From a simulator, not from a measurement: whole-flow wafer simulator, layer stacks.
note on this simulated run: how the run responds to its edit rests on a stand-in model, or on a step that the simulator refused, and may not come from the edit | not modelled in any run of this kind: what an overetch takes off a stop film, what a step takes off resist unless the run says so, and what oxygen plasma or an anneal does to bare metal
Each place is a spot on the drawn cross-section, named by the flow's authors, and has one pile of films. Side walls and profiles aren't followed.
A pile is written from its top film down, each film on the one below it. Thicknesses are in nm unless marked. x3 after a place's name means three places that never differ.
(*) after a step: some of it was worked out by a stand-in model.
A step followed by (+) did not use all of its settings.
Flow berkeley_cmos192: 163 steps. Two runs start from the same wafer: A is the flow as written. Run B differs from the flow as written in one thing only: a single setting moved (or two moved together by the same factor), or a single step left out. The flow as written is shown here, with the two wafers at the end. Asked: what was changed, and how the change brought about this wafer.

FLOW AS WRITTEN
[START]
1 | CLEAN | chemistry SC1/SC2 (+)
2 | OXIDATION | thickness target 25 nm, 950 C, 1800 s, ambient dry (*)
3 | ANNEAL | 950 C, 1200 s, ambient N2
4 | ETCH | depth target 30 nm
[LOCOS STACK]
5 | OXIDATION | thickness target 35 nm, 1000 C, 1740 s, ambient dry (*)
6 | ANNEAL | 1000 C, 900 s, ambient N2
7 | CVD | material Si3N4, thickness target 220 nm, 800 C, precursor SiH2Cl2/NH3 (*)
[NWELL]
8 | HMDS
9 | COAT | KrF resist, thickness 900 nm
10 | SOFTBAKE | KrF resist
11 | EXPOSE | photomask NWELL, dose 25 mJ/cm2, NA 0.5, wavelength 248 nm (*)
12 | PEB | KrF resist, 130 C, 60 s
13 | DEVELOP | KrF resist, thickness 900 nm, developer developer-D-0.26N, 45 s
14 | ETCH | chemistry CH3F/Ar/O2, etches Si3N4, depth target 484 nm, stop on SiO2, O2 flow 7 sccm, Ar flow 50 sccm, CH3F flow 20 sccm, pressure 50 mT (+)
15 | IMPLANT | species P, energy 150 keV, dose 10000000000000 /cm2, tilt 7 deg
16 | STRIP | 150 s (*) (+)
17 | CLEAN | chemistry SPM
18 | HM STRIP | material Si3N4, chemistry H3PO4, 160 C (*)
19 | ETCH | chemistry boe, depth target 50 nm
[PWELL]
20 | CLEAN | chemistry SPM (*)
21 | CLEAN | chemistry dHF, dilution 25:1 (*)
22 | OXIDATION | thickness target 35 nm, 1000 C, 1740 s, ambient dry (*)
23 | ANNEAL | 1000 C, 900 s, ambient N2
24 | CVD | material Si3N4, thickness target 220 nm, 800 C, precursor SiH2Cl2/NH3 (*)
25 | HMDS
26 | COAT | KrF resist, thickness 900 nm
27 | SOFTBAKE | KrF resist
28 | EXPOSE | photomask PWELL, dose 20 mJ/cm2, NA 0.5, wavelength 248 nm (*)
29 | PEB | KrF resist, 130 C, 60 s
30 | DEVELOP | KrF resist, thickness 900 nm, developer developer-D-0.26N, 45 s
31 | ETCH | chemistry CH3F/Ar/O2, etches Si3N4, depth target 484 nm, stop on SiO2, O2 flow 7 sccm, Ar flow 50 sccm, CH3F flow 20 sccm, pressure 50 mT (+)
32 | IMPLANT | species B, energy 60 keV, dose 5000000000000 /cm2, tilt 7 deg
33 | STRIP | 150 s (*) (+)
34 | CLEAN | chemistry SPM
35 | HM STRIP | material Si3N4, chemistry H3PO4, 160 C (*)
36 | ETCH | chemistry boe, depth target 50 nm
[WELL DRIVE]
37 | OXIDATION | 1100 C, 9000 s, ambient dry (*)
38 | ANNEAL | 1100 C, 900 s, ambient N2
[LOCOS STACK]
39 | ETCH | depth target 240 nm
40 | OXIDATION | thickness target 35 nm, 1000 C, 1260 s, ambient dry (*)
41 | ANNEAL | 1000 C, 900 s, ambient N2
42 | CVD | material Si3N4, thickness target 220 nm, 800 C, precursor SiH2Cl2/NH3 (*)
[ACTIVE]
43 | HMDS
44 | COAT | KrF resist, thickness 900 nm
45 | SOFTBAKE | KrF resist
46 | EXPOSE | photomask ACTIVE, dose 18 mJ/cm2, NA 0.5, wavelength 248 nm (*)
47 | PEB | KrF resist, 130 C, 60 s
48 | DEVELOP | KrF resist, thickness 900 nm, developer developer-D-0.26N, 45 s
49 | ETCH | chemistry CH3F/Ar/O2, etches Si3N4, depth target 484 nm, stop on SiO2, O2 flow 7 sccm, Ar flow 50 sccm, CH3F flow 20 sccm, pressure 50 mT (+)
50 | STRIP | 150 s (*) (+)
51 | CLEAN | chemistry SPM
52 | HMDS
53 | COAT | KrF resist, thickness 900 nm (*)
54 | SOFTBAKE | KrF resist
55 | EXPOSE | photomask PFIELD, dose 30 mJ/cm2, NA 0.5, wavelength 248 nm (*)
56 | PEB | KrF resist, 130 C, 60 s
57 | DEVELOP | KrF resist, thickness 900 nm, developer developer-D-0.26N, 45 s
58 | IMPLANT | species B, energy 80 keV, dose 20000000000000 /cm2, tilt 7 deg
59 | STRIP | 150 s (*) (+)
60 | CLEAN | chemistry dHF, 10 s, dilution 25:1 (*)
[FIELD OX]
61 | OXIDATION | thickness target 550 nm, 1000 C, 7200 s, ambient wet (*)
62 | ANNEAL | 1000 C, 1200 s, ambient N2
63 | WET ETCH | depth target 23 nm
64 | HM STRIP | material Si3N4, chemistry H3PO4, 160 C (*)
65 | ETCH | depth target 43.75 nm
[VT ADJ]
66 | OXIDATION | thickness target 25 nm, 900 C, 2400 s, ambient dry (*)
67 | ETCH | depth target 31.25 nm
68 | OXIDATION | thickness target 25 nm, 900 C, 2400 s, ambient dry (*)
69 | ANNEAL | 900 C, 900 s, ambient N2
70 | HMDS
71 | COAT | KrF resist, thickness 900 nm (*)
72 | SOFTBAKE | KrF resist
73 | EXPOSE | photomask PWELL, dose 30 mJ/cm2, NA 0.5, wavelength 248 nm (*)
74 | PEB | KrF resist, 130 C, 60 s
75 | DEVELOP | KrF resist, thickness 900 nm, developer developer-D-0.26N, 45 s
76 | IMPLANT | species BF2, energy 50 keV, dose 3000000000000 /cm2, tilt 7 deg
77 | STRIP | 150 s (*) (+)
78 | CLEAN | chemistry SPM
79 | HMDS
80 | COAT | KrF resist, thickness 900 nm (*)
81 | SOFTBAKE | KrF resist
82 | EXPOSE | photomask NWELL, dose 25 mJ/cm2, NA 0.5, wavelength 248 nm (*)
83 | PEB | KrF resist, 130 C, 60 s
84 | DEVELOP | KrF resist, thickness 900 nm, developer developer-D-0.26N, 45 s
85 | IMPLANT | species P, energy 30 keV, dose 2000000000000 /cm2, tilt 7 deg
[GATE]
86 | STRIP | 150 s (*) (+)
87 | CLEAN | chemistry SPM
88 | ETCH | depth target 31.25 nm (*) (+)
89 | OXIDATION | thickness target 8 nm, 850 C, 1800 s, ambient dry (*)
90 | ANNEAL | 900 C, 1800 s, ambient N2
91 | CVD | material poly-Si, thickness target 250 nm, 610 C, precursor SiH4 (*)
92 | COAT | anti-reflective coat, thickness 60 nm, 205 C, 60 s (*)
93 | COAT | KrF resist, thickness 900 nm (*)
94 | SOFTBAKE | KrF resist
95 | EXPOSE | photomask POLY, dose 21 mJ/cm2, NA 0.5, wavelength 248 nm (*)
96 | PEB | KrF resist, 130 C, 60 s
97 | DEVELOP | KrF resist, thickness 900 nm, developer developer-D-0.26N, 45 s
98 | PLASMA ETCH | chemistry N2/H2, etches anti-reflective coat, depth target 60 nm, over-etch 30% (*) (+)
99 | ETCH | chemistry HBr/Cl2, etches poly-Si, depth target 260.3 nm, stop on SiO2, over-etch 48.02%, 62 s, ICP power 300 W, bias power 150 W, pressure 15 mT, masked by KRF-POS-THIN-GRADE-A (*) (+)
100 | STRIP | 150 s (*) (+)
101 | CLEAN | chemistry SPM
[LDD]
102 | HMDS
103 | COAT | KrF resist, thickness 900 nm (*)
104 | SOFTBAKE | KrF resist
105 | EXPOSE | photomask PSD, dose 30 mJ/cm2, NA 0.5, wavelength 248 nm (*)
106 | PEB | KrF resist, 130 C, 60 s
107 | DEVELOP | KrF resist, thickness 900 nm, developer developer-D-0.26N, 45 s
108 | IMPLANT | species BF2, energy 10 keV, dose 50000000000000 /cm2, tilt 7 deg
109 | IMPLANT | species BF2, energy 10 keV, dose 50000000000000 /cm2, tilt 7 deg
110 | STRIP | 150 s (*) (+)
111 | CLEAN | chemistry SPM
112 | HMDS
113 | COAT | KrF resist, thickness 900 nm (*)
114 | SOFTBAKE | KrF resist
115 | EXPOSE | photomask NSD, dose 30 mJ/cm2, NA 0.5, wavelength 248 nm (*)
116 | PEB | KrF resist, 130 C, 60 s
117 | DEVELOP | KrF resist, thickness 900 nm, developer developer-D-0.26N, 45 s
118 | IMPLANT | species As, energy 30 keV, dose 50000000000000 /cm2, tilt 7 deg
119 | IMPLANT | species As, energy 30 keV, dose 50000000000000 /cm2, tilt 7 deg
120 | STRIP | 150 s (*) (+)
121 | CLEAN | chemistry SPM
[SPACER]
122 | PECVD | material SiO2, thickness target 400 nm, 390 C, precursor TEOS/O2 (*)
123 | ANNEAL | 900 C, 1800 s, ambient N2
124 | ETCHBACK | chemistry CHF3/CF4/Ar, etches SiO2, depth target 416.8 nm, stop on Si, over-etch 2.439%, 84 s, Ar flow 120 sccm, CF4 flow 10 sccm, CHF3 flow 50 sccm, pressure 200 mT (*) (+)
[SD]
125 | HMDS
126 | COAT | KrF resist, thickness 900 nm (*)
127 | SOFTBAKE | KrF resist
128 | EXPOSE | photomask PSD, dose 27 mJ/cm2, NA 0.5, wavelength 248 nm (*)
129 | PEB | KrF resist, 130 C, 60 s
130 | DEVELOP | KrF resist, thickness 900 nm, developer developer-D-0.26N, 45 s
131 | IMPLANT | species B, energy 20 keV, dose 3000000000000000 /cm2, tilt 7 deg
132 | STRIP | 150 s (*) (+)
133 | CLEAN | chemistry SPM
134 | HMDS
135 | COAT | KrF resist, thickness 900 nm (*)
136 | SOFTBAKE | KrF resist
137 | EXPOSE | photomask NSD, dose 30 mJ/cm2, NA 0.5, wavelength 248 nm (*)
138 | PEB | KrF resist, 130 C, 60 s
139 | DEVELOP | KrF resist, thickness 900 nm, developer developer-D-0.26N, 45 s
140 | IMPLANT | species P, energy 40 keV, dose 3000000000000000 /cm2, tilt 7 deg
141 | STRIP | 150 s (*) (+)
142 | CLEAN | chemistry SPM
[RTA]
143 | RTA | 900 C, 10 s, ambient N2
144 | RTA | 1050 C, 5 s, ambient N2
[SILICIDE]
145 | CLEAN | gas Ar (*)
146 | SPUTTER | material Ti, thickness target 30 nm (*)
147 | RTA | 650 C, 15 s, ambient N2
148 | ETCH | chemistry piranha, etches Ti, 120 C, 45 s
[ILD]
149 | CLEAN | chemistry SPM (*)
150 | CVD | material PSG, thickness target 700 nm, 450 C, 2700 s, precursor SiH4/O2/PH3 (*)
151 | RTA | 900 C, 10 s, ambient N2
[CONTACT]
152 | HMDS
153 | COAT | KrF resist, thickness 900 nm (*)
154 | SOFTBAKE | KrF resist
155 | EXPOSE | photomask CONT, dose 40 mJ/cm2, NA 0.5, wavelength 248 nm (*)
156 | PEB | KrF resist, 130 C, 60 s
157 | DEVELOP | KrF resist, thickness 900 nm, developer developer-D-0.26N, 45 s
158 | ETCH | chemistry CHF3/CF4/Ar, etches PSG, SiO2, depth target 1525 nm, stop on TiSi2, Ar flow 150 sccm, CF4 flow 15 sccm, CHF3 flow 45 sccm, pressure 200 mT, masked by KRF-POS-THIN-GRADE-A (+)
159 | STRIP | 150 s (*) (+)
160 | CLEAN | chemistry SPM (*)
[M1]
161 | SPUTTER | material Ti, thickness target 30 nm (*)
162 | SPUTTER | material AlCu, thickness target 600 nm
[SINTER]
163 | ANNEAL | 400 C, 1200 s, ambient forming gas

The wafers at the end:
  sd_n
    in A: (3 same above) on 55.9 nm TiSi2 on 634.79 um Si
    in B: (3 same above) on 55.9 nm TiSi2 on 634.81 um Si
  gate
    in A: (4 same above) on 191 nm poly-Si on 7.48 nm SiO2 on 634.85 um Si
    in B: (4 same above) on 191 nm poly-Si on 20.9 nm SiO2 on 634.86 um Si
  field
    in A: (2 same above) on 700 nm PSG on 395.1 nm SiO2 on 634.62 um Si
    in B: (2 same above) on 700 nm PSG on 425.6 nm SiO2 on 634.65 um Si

Cause: step 39, ETCH: depth target 99 nm was run, while the flow as written has depth target 240 nm.

The path from the change to this, step by step:
  39 | ETCH | depth target 240 nm
      field, sd_n, spacer_n and 6 more: A -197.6 SiO2 (all of it) | B -99 SiO2
  40 | OXIDATION | thickness target 35 nm, 1000 C, 1260 s, ambient dry (*)
      field, sd_n, spacer_n and 6 more: A +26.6 SiO2 (new film), -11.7 Si | B +11.8 SiO2, -5.18 Si
  61 | OXIDATION | thickness target 550 nm, 1000 C, 7200 s, ambient wet (*)
      sd_n, sd_p: A +12.1 SiO2 (new film), -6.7 Si3N4, +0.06 SiO2, -0.06 Si | B +12.1 SiO2 (new film), -6.7 Si3N4
      gate: A +12.1 SiO2 (new film), -6.7 Si3N4, +0.05 SiO2, -0.05 Si | B +12.1 SiO2 (new film), -6.7 Si3N4
      (as well as at 1 more place)
  65 | ETCH | depth target 43.75 nm
      sd_n, spacer_n, gate, sd_p, spacer_p, gate_p, contact, m1: A -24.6 SiO2 (all of it) | B -43.8 SiO2
  66 | OXIDATION | thickness target 25 nm, 900 C, 2400 s, ambient dry (*)
      sd_n, spacer_n, gate, sd_p, spacer_p, gate_p, contact, m1: A +14.9 SiO2 (new film), -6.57 Si | B +7.59 SiO2, -3.34 Si
  67 | ETCH | depth target 31.25 nm
      sd_n, spacer_n, gate, sd_p, spacer_p, gate_p, contact, m1: A -14.9 SiO2 (all of it) | B -31.3 SiO2
  68 | OXIDATION | thickness target 25 nm, 900 C, 2400 s, ambient dry (*)
      sd_n, spacer_n, gate, sd_p, spacer_p, gate_p, contact, m1: A +14.9 SiO2 (new film), -6.57 Si | B +7.42 SiO2, -3.26 Si
  88 | ETCH | depth target 31.25 nm (*) (+)
      sd_n, spacer_n, gate, sd_p, spacer_p, gate_p, contact, m1: A -14.9 SiO2 (all of it) | B -31.2 SiO2
  89 | OXIDATION | thickness target 8 nm, 850 C, 1800 s, ambient dry (*)
      sd_n, spacer_n, gate, sd_p, spacer_p, gate_p, contact, m1: A +7.48 SiO2 (new film), -3.29 Si | B +3.79 SiO2, -1.67 Si
  92 | COAT | anti-reflective coat, thickness 60 nm, 205 C, 60 s (*)
      sd_n: A +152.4 anti-reflective coat (new film) | B +176.4 anti-reflective coat (new film)
      spacer_n: A +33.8 anti-reflective coat (new film) | B +26.7 anti-reflective coat (new film)
      (as well as at 6 more places)
  93 | COAT | KrF resist, thickness 900 nm (*)
      spacer_n: A +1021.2 KrF resist (new film) | B +1048.2 KrF resist (new film)
      gate: A +1023.8 KrF resist (new film) | B +1051.1 KrF resist (new film)
  97 | DEVELOP | KrF resist, thickness 900 nm, developer developer-D-0.26N, 45 s
      spacer_n: A -1019.5 KrF resist (all of it) | B -1046.5 KrF resist (all of it)
  98 | PLASMA ETCH | chemistry N2/H2, etches anti-reflective coat, depth target 60 nm, over-etch 30% (*) (+)
      field: A -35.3 anti-reflective coat (all of it), -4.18 poly-Si | B -35.4 anti-reflective coat (all of it), -4.97 poly-Si
      sd_n: A -152.4 anti-reflective coat (all of it), -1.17 poly-Si | B -176.4 anti-reflective coat (all of it), -1.36 poly-Si
      (as well as at 5 more places)
  100 | STRIP | 150 s (*) (+)
      gate: A +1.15 chemical SiO2 (new film), -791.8 KrF resist (all of it), -30 anti-reflective coat (all of it), -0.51 poly-Si | B +1.15 chemical SiO2 (new film), -819.1 KrF resist (all of it), -22.3 anti-reflective coat (all of it), -0.51 poly-Si
      gate_p: A +1.15 chemical SiO2 (new film), -765.1 KrF resist (all of it), -31 anti-reflective coat (all of it), -0.51 poly-Si | B +1.15 chemical SiO2 (new film), -782.2 KrF resist (all of it), -26.1 anti-reflective coat (all of it), -0.51 poly-Si
  124 | ETCHBACK | chemistry CHF3/CF4/Ar, etches SiO2, depth target 416.8 nm, stop on Si, over-etch 2.439%, 84 s, Ar flow 120 sccm, CF4 flow 10 sccm, CHF3 flow 50 sccm, pressure 200 mT (*) (+)
      sd_n: A -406 SiO2 (all of it) | B -419.4 SiO2 (all of it)
      sd_p: A -391.4 SiO2 (all of it) | B -402.4 SiO2 (all of it)
      (as well as at 2 more places)
  126 | COAT | KrF resist, thickness 900 nm (*)
      sd_n: A +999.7 KrF resist (new film) | B +1027.2 KrF resist (new film)
      sd_p: A +1006.2 KrF resist (new film) | B +1028.1 KrF resist (new film)
      (as well as at 2 more places)
  ... 12 further steps ...
  162 | SPUTTER | material AlCu, thickness target 600 nm
      sd_p: A +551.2 AlCu (new film) | B +524.5 AlCu (new film)
